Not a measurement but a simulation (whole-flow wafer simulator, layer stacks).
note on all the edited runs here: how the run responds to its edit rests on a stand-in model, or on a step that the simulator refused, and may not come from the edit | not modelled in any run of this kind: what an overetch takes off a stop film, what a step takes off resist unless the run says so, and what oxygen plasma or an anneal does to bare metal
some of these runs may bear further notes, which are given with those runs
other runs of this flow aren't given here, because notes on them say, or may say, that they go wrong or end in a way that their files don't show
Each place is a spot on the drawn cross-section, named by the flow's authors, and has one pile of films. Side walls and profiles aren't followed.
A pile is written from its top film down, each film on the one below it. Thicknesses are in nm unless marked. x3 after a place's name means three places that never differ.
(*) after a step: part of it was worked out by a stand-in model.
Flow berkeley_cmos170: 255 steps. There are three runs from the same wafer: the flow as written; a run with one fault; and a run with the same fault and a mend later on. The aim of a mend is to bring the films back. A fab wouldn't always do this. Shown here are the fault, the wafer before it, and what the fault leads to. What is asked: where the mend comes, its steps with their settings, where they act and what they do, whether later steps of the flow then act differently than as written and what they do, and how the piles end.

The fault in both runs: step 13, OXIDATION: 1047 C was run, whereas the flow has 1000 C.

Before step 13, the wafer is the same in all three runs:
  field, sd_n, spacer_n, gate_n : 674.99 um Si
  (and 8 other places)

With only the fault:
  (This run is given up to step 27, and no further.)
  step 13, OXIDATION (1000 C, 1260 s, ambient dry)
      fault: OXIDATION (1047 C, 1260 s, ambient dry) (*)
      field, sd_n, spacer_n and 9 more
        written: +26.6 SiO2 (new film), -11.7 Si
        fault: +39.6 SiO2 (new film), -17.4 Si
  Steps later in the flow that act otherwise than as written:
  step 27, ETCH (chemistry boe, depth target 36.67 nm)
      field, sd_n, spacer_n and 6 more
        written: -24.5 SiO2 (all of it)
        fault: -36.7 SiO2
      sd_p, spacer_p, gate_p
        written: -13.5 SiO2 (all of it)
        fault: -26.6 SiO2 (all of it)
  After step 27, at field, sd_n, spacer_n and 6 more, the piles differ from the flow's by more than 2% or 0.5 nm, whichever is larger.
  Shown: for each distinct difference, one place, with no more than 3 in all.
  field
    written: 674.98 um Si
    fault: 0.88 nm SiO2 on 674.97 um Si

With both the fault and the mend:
  After step 14 comes the mend.
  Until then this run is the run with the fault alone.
  step 14a, ETCH (depth target 13.09 nm)
      field, sd_n, spacer_n and 9 more
        -13.1 SiO2
  Later steps of the flow that are run all act as written at every place that is followed.
  At the end the piles are close to the flow's at the places that both follow, differing by at most 2% or 0.5 nm, whichever is larger.
